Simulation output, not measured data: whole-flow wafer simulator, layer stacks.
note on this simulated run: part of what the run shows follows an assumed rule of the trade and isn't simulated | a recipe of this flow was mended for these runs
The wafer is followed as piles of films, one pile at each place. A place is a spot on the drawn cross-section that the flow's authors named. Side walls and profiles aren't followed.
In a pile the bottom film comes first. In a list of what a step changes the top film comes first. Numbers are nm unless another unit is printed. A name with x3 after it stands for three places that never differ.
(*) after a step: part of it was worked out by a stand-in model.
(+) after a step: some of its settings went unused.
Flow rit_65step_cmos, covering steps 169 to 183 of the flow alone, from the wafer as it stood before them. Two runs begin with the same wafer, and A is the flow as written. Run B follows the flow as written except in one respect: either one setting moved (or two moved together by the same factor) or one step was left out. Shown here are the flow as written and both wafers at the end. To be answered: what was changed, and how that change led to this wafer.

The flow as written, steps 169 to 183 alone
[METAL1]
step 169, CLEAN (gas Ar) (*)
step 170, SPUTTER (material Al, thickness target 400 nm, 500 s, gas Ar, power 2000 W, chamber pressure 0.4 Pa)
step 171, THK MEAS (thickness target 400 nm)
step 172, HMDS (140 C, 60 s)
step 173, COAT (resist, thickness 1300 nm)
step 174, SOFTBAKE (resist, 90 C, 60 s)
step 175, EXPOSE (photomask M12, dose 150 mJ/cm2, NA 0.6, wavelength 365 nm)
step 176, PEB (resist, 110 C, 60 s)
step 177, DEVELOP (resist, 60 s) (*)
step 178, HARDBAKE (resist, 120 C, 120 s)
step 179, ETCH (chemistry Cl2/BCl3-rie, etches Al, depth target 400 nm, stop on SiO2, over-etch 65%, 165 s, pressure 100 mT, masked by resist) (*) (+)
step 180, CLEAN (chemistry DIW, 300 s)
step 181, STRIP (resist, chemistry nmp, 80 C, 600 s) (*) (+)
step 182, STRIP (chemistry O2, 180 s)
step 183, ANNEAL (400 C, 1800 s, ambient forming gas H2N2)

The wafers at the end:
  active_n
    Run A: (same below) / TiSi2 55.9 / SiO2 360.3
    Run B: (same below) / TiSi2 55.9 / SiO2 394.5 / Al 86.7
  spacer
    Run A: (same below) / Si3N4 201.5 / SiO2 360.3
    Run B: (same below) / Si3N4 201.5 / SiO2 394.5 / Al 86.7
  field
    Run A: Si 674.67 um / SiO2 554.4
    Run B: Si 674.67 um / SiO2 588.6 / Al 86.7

Cause: step 170, SPUTTER: thickness target 760 nm was run, though the flow has thickness target 400 nm; step 170, SPUTTER: 950 s was run, where the flow has 500 s.

How this came from the change, step by step:
  step 170, SPUTTER (material Al, thickness target 400 nm, 500 s, gas Ar, power 2000 W, chamber pressure 0.4 Pa)
      field, field_pw, field_nw and 10 more: A +400 Al (new film) | B +760 Al (new film)
      contact: A +255.4 Al (new film) | B +440 Al (new film)
  step 173, COAT (resist, thickness 1300 nm)
      contact: A +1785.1 resist (new film) | B +1971.3 resist (new film)
  step 176, PEB (resist, 110 C, 60 s)
      contact: A -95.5 resist | B -106.1 resist
  step 178, HARDBAKE (resist, 120 C, 120 s)
      contact: A -62.1 resist | B -69.5 resist
  step 179, ETCH (chemistry Cl2/BCl3-rie, etches Al, depth target 400 nm, stop on SiO2, over-etch 65%, 165 s, pressure 100 mT, masked by resist) (*) (+)
      field, field_pw, field_nw and 9 more: A -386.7 Al (all of it), -34.2 SiO2 | B -660 Al
  step 181, STRIP (resist, chemistry nmp, 80 C, 600 s) (*) (+)
      contact: A -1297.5 resist (all of it) | B -1465.7 resist (all of it)
With metal films that touch counted as one body, active_n has 1 body; the flow as written gives 0 bodies.
With metal films that touch counted as one body, spacer has 1 body; the flow as written gives 0 bodies.
With metal films that touch counted as one body, field has 1 body; the flow as written gives 0 bodies.
